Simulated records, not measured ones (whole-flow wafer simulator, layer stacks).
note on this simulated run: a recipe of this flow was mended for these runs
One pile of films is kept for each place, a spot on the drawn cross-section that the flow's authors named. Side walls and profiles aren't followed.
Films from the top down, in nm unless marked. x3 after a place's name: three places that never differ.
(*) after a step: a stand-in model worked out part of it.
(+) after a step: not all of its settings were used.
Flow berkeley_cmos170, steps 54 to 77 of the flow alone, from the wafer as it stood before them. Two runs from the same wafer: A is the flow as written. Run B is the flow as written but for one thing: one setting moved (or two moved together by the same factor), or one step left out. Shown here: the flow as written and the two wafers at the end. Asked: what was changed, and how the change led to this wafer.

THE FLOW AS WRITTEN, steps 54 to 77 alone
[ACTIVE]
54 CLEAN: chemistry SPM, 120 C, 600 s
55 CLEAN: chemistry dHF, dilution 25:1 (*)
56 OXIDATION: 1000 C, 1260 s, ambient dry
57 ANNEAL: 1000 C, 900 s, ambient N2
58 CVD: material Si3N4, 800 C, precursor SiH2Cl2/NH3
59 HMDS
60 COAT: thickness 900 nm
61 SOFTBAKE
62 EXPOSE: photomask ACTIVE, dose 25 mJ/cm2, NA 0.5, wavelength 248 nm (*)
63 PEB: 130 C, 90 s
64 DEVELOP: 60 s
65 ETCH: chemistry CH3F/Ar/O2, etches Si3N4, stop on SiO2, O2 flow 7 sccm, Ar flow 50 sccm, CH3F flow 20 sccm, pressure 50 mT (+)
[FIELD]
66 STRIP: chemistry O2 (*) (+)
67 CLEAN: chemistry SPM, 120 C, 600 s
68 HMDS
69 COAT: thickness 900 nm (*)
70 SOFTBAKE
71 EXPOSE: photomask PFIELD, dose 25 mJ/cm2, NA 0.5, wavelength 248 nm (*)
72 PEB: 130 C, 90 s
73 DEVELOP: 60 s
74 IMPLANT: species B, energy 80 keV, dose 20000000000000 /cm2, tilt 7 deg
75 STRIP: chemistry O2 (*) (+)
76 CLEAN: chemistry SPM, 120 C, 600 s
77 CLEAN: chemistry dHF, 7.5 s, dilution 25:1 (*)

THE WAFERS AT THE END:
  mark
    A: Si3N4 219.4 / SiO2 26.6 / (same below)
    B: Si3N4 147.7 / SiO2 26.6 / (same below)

The cause: step 58, CVD: 768 C was run, where the flow has 800 C.

How the change led to this, step by step:
  58 CVD: material Si3N4, 800 C, precursor SiH2Cl2/NH3
      field, mark, sd_n and 10 more: A Si3N4 +220 (new film) | B Si3N4 +148.3 (new film)
  65 ETCH: chemistry CH3F/Ar/O2, etches Si3N4, stop on SiO2, O2 flow 7 sccm, Ar flow 50 sccm, CH3F flow 20 sccm, pressure 50 mT (+)
      mark, sd_n, spacer_n and 9 more: A KrF-resist -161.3 | B KrF-resist -113.5
      field: A Si3N4 -220 (all of it), SiO2 -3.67 | B Si3N4 -148.3 (all of it), SiO2 -3.67
  66 STRIP: chemistry O2 (*) (+)
      mark, sd_n, spacer_n and 9 more: A KrF-resist -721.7 (all of it) | B KrF-resist -769.6 (all of it)
  69 COAT: thickness 900 nm (*)
      sd_n: A KrF-resist +784.1 (new film) | B KrF-resist +819.9 (new film)
      spacer_n: A KrF-resist +820.2 (new film) | B KrF-resist +844.9 (new film)
      (and at 9 more places)
  75 STRIP: chemistry O2 (*) (+)
      sd_n: A KrF-resist -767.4 (all of it) | B KrF-resist -803.2 (all of it)
      spacer_n: A KrF-resist -803.4 (all of it) | B KrF-resist -828.2 (all of it)
      (and at 9 more places)
